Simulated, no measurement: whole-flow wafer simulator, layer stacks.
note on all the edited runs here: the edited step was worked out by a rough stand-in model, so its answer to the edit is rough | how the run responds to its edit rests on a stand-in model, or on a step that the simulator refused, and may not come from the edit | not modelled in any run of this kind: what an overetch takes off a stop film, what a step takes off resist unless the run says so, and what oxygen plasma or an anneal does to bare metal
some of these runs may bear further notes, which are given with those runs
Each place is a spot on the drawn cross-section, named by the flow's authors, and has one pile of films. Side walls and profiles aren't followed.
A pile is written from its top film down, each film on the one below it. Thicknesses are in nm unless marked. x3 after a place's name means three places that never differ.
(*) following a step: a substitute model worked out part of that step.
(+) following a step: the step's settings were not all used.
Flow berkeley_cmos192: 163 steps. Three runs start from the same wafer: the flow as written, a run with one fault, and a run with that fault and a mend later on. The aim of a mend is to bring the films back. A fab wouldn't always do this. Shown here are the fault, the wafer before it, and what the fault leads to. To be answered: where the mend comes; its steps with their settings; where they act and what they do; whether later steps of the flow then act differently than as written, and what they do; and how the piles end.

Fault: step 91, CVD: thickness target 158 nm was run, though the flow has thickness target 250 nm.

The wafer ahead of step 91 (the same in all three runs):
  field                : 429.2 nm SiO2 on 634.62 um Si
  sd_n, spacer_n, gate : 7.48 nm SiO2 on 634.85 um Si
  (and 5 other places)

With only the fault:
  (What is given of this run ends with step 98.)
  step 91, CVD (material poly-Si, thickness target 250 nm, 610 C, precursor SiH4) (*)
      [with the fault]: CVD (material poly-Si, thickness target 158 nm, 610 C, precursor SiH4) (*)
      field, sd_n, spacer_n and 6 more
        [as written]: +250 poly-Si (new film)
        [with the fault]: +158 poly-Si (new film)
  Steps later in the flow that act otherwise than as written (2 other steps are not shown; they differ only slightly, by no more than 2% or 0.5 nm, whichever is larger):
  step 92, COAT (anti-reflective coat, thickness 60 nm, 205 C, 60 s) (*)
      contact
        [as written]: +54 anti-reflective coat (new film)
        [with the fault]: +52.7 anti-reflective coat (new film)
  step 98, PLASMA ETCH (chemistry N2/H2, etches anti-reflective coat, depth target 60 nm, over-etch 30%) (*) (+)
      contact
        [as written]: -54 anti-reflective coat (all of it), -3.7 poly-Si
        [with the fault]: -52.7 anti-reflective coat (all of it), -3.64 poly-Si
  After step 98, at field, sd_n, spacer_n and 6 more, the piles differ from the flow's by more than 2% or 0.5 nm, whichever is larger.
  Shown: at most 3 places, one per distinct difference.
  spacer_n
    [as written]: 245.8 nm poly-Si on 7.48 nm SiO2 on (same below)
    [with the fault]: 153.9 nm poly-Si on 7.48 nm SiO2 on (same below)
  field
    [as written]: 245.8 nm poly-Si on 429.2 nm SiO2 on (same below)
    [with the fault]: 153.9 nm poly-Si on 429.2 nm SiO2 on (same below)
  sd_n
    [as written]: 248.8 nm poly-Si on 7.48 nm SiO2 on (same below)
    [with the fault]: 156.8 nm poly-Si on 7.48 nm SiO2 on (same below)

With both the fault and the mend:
  The mend stands after step 91.
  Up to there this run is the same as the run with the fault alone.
  step 91a, ETCH (chemistry tmah, depth target 181.7 nm)
      field, sd_n, spacer_n and 6 more
        -158 poly-Si (all of it)
  step 91b, CLEAN (chemistry SPM) (*) (the flow's step 87, run once more)
      alters no film at any place that is followed
  step 91c, CVD (material poly-Si, thickness target 250 nm, 610 C, precursor SiH4) (*) (the flow's step 91, run once more)
      field, sd_n, spacer_n and 6 more
        +250 poly-Si (new film)
  Every later step of the flow that is run acts as written, at every place that is followed, to within 2% or 0.5 nm, whichever is larger.
  At every place that both follow, the piles at the end match the flow's.
